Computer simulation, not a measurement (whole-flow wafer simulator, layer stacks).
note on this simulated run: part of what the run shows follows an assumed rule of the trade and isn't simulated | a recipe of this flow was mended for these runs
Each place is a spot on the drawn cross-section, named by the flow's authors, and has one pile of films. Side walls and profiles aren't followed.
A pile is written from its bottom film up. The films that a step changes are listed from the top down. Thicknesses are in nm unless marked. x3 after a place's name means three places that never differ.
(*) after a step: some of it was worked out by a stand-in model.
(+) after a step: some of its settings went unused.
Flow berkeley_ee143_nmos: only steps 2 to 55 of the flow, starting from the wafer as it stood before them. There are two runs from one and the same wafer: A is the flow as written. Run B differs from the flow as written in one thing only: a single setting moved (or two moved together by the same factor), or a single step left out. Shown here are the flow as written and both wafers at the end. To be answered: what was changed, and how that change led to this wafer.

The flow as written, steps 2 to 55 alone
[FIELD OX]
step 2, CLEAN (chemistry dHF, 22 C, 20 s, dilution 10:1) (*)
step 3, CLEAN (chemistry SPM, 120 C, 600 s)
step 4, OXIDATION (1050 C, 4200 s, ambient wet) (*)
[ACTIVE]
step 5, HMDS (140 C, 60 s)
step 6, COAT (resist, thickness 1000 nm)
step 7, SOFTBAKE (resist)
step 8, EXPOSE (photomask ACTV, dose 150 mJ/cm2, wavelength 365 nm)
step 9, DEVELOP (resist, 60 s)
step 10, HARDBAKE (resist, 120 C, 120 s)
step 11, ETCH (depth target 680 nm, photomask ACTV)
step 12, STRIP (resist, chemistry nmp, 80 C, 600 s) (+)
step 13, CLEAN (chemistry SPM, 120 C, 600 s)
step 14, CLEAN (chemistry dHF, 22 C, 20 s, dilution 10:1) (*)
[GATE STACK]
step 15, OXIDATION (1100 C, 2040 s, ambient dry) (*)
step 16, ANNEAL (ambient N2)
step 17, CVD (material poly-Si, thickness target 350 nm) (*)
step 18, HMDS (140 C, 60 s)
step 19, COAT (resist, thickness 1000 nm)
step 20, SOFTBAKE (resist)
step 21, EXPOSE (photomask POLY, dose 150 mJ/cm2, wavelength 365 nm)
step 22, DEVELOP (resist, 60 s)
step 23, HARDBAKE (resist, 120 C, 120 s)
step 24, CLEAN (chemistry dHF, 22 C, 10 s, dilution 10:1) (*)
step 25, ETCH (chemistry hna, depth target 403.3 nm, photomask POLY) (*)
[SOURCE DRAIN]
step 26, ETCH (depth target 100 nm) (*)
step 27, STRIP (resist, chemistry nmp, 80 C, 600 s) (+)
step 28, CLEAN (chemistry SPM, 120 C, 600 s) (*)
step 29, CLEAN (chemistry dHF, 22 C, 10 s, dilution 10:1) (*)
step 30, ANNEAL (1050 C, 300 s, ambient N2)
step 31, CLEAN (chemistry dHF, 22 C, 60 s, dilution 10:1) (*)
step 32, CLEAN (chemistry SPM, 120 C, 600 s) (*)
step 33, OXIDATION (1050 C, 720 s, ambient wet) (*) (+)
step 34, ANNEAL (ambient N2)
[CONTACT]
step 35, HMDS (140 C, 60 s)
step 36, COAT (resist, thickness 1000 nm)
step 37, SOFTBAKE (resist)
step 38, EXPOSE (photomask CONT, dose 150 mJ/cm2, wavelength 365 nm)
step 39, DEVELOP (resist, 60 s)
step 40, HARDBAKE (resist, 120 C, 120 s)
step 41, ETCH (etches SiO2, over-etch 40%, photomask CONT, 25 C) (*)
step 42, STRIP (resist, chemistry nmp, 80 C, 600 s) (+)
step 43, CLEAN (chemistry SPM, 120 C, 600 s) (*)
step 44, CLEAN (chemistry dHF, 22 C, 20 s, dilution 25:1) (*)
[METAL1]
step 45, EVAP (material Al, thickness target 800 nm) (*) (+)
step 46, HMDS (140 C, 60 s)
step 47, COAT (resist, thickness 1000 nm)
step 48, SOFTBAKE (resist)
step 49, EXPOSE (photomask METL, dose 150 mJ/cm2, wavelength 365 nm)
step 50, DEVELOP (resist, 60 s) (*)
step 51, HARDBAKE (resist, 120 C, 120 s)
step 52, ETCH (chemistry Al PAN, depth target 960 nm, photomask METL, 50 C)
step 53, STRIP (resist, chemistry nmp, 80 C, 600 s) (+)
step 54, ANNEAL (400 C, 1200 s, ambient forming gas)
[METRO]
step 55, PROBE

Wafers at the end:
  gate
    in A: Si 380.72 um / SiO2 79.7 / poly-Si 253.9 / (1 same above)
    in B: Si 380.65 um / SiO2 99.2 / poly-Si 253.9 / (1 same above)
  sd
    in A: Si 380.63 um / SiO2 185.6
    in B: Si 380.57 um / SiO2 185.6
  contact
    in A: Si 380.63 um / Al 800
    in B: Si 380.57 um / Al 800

Cause: step 4, OXIDATION: 6600 s was run, while the flow as written has 4200 s.

How this came from the change, step by step:
  step 4, OXIDATION (1050 C, 4200 s, ambient wet) (*)
      gate, sd, contact, field: A SiO2 gains 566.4 (new film), chemical SiO2 loses 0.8 (all of it), Si loses 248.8 | B SiO2 gains 738.3 (new film), chemical SiO2 loses 0.8 (all of it), Si loses 324.5
  step 11, ETCH (depth target 680 nm, photomask ACTV)
      gate, sd, contact: A SiO2 loses 566.4 (all of it) | B SiO2 loses 680
  step 13, CLEAN (chemistry SPM, 120 C, 600 s)
      gate, sd, contact: A chemical SiO2 gains 0.8 (new film), Si loses 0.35 | B nothing
  step 14, CLEAN (chemistry dHF, 22 C, 20 s, dilution 10:1) (*)
      gate, sd, contact: A chemical SiO2 loses 0.8 (all of it) | B SiO2 loses 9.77
  step 15, OXIDATION (1100 C, 2040 s, ambient dry) (*)
      gate, sd, contact: A SiO2 gains 79.7 (new film), Si loses 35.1 | B SiO2 gains 50.7, Si loses 22.3
      field: A SiO2 gains 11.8, Si loses 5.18 | B SiO2 gains 9.3, Si loses 4.09
  step 19, COAT (resist, thickness 1000 nm)
      gate: A resist gains 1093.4 (new film) | B resist gains 1117.1 (new film)
      contact: A resist gains 1092 (new film) | B resist gains 1115.1 (new film)
      (also at 1 further place)
  step 22, DEVELOP (resist, 60 s)
      contact: A resist loses 1092 (all of it) | B resist loses 1115.1 (all of it)
      field: A resist loses 689.8 (all of it) | B resist loses 613.7 (all of it)
  step 23, HARDBAKE (resist, 120 C, 120 s)
      gate: A resist loses 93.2 | B resist loses 95.4
  step 26, ETCH (depth target 100 nm) (*)
      sd, contact: A SiO2 loses 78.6 (all of it) | B SiO2 loses 98.1 (all of it)
  step 27, STRIP (resist, chemistry nmp, 80 C, 600 s) (+)
      gate: A resist loses 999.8 (all of it) | B resist loses 1021.3 (all of it)
  step 33, OXIDATION (1050 C, 720 s, ambient wet) (*) (+)
      field: A SiO2 gains 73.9, Si loses 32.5 | B SiO2 gains 58.6, Si loses 25.8
  step 36, COAT (resist, thickness 1000 nm)
      contact: A resist gains 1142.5 (new film) | B resist gains 1166.6 (new film)
      field: A resist gains 850.4 (new film) | B resist gains 759.7 (new film)
  step 39, DEVELOP (resist, 60 s)
      contact: A resist loses 1142.5 (all of it) | B resist loses 1166.6 (all of it)
  step 40, HARDBAKE (resist, 120 C, 120 s)
      field: A resist loses 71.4 | B resist loses 63.4
  step 42, STRIP (resist, chemistry nmp, 80 C, 600 s) (+)
      field: A resist loses 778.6 (all of it) | B resist loses 695.9 (all of it)
  step 47, COAT (resist, thickness 1000 nm)
      gate: A resist gains 834.7 (new film) | B resist gains 852.2 (new film)
      sd: A resist gains 1161.3 (new film) | B resist gains 1185.3 (new film)
      (also at 2 further places)
  ... another 2 steps ...
  step 53, STRIP (resist, chemistry nmp, 80 C, 600 s) (+)
      contact: A resist loses 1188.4 (all of it) | B resist loses 1214.6 (all of it)
